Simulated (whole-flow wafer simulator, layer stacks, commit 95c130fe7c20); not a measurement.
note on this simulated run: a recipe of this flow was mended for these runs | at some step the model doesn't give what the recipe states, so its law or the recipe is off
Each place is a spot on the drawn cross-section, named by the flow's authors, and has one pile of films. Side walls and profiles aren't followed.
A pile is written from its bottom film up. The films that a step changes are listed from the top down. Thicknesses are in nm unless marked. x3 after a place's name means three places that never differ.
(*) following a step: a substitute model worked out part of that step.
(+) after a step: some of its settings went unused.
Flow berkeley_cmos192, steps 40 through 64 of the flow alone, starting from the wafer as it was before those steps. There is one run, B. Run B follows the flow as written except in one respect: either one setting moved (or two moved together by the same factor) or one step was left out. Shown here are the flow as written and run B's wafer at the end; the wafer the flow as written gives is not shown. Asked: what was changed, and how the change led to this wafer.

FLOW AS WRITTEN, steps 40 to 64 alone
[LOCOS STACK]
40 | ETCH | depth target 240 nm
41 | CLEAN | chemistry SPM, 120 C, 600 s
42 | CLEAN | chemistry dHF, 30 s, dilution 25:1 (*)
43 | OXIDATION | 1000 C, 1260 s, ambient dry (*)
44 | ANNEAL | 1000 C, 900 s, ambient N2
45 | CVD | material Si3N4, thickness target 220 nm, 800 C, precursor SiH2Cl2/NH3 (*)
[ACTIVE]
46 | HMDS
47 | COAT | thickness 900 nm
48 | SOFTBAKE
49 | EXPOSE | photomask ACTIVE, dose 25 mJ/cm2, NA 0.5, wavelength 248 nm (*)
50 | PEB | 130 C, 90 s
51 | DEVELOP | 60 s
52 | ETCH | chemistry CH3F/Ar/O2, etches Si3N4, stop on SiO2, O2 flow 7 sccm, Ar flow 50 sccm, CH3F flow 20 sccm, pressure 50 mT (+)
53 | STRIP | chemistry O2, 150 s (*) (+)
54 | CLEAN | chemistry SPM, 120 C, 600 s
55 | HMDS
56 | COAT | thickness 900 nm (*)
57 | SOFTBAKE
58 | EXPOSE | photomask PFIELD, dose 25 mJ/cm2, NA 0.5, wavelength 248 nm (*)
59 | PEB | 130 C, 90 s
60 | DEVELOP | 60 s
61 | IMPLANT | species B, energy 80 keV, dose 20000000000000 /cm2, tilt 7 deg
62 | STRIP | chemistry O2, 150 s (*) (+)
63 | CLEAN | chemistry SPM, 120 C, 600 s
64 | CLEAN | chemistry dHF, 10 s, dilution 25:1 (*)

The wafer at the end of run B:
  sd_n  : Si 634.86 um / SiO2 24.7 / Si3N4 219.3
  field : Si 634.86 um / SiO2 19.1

What caused this: step 43, OXIDATION: 1102 s was run, whereas the flow has 1260 s.

How this came from the change, step by step:
  43 | OXIDATION | 1000 C, 1260 s, ambient dry (*)
      field, sd_n, spacer_n and 6 more: SiO2 gains 24.7 (new film), Si loses 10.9 (in the flow as written it would be: SiO2 gains 26.6 (new film), Si loses 11.7)
